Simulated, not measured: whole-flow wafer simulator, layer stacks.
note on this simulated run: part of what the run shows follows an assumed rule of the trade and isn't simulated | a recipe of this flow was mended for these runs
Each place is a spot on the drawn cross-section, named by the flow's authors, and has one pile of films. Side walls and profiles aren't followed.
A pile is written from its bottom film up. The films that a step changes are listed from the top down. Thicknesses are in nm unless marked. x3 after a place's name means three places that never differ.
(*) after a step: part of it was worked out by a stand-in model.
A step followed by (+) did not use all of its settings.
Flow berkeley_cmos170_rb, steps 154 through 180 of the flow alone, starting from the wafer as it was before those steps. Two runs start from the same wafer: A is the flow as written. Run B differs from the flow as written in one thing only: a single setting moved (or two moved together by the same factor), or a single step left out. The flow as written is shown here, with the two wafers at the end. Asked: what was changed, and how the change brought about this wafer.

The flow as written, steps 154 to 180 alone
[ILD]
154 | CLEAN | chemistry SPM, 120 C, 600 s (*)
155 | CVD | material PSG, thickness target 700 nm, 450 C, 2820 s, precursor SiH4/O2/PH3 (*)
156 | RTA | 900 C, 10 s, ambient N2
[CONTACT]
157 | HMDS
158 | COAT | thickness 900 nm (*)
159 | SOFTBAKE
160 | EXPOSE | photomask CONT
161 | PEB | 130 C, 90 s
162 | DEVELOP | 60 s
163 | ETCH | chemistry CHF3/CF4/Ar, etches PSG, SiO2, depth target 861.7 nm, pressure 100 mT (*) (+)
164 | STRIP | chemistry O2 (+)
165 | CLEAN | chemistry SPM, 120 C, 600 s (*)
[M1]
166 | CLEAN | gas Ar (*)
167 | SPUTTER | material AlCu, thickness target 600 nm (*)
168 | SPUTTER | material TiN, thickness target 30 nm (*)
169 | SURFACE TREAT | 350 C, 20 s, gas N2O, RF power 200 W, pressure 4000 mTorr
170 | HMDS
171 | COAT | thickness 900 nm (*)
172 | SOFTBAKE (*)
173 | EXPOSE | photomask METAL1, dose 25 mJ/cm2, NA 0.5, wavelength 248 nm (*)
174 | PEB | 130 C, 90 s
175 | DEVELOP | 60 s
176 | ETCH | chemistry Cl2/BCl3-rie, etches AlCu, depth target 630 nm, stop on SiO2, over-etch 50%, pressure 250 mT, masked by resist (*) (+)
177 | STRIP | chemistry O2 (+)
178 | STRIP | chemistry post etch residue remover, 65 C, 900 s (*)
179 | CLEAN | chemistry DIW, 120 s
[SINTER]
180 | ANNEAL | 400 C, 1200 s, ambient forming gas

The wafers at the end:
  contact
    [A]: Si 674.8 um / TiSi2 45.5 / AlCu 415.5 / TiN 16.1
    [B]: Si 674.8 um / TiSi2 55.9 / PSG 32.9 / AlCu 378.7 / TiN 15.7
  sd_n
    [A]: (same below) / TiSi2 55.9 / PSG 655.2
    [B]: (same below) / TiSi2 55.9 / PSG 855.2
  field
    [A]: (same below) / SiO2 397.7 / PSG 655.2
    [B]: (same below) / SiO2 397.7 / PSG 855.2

Cause: step 155, CVD: thickness target 900 nm was run, though the flow has thickness target 700 nm; step 155, CVD: 3630 s was run, where the flow has 2820 s.

Step by step, how the change led to this:
  155 | CVD | material PSG, thickness target 700 nm, 450 C, 2820 s, precursor SiH4/O2/PH3 (*)
      field, sd_n, spacer_n, gate, spacer_p, gate_p, contact, m1: A PSG gains 700 (new film) | B PSG gains 900 (new film)
      sd_p: A PSG gains 664.1 (new film) | B PSG gains 900 (new film)
  158 | COAT | thickness 900 nm (*)
      sd_p: A KrF-resist gains 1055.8 (new film) | B KrF-resist gains 1030.9 (new film)
  163 | ETCH | chemistry CHF3/CF4/Ar, etches PSG, SiO2, depth target 861.7 nm, pressure 100 mT (*) (+)
      contact: A PSG loses 700 (all of it), TiSi2 loses 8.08 | B PSG loses 861.7
  164 | STRIP | chemistry O2 (+)
      sd_p: A KrF-resist loses 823 (all of it) | B KrF-resist loses 798.2 (all of it)
  166 | CLEAN | gas Ar (*)
      contact: A TiSi2 loses 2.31 | B PSG loses 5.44
  167 | SPUTTER | material AlCu, thickness target 600 nm (*)
      sd_p: A AlCu gains 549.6 (new film) | B AlCu gains 565.6 (new film)
      contact: A AlCu gains 415.5 (new film) | B AlCu gains 378.7 (new film)
  168 | SPUTTER | material TiN, thickness target 30 nm (*)
      sd_p: A TiN gains 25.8 (new film) | B TiN gains 26.7 (new film)
  171 | COAT | thickness 900 nm (*)
      sd_n: A KrF-resist gains 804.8 (new film) | B KrF-resist gains 758.2 (new film)
      sd_p: A KrF-resist gains 1079.4 (new film) | B KrF-resist gains 1035.7 (new film)
      (also at 2 further places)
  175 | DEVELOP | 60 s
      sd_n: A KrF-resist loses 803 (all of it) | B KrF-resist loses 756.5 (all of it)
      sd_p: A KrF-resist loses 1076.9 (all of it) | B KrF-resist loses 1033.4 (all of it)
  176 | ETCH | chemistry Cl2/BCl3-rie, etches AlCu, depth target 630 nm, stop on SiO2, over-etch 50%, pressure 250 mT, masked by resist (*) (+)
      sd_p: A TiN loses 25.8 (all of it), AlCu loses 549.6 (all of it), PSG loses 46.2 | B TiN loses 26.7 (all of it), AlCu loses 565.6 (all of it), PSG loses 44.1
  177 | STRIP | chemistry O2 (+)
      contact: A KrF-resist loses 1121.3 (all of it) | B KrF-resist loses 1247.7 (all of it)
      m1: A KrF-resist loses 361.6 (all of it) | B KrF-resist loses 327.9 (all of it)
